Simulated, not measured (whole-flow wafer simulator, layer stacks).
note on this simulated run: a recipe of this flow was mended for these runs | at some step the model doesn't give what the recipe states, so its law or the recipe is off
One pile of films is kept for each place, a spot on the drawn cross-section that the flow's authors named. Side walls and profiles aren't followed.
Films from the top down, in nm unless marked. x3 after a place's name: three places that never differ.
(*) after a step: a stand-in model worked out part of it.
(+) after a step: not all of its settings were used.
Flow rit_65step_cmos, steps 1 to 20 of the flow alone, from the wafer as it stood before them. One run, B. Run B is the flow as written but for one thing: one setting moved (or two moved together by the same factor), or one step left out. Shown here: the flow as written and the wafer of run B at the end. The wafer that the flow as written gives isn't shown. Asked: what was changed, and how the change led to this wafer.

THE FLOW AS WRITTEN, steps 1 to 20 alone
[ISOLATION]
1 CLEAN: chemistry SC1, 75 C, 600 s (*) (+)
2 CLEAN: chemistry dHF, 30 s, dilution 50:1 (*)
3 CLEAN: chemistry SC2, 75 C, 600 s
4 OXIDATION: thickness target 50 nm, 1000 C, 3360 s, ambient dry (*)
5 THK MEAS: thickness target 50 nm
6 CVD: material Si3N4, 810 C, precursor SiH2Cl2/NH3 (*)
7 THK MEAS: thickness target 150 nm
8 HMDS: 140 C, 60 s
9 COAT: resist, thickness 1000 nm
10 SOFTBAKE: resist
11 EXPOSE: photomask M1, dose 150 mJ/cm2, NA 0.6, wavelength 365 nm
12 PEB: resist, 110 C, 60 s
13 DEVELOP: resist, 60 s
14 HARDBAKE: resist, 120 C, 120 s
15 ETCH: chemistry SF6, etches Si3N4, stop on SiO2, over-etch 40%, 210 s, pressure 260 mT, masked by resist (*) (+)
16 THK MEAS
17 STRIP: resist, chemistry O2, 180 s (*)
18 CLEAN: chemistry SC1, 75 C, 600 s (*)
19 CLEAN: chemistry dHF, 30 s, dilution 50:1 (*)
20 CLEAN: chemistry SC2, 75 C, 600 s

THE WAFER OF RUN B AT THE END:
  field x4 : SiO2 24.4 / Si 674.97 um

The cause: step 18, CLEAN: 240 s was run, where the flow has 600 s.

How the change led to this, step by step:
  18 CLEAN: chemistry SC1, 75 C, 600 s (*)
      field x4: SiO2 -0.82 (as written it would be: SiO2 -2.05)
